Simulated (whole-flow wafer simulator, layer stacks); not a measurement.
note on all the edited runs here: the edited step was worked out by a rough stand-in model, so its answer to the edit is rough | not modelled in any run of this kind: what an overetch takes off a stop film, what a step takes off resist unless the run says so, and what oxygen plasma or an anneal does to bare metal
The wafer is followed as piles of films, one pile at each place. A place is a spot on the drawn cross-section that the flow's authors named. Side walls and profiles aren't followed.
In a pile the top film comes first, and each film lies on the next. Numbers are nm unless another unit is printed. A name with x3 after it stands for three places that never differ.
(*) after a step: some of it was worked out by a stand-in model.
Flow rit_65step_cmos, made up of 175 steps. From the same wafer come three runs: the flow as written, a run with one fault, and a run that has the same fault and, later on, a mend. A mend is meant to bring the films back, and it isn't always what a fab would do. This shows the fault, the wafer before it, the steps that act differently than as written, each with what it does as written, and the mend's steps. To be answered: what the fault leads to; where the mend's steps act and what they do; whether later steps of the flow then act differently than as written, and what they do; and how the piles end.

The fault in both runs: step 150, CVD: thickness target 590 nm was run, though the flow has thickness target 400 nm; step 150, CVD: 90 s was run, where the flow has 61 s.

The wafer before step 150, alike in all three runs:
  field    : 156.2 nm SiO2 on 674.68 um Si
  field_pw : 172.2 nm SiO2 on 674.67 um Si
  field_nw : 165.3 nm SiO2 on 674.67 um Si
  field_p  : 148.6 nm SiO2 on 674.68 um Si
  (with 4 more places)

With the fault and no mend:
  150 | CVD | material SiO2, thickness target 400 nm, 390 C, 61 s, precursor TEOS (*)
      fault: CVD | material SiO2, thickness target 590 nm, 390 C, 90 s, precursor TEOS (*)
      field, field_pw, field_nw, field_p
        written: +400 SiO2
        fault: +590 SiO2
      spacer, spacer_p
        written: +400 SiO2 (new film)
        fault: +590 SiO2 (new film)
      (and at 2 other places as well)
  None of the later steps of the flow differs from how it acts as written, at any place that is followed, by more than 2% or 0.5 nm, whichever is larger.
  The piles end different from the flow's at field, field_pw, field_nw, field_p, gate_n, gate_p, spacer, spacer_p by more than 2% or 0.5 nm, whichever is larger.
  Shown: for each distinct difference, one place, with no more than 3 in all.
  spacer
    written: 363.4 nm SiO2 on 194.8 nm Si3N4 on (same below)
    fault: 553.4 nm SiO2 on 194.8 nm Si3N4 on (same below)
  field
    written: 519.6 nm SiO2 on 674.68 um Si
    fault: 709.6 nm SiO2 on 674.68 um Si
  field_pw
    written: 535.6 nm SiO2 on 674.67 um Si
    fault: 725.6 nm SiO2 on 674.67 um Si

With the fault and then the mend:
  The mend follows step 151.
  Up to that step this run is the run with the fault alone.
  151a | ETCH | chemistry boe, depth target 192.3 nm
      field, field_pw, field_nw, field_p, gate_n, gate_p, spacer, spacer_p
        -192.3 SiO2
  None of the later steps of the flow differs from how it acts as written, at any place that is followed, by more than 2% or 0.5 nm, whichever is larger.
  When the end is reached, the piles differ only a little from the flow's at the places that both follow, at most by 2% or 0.5 nm, whichever is larger.
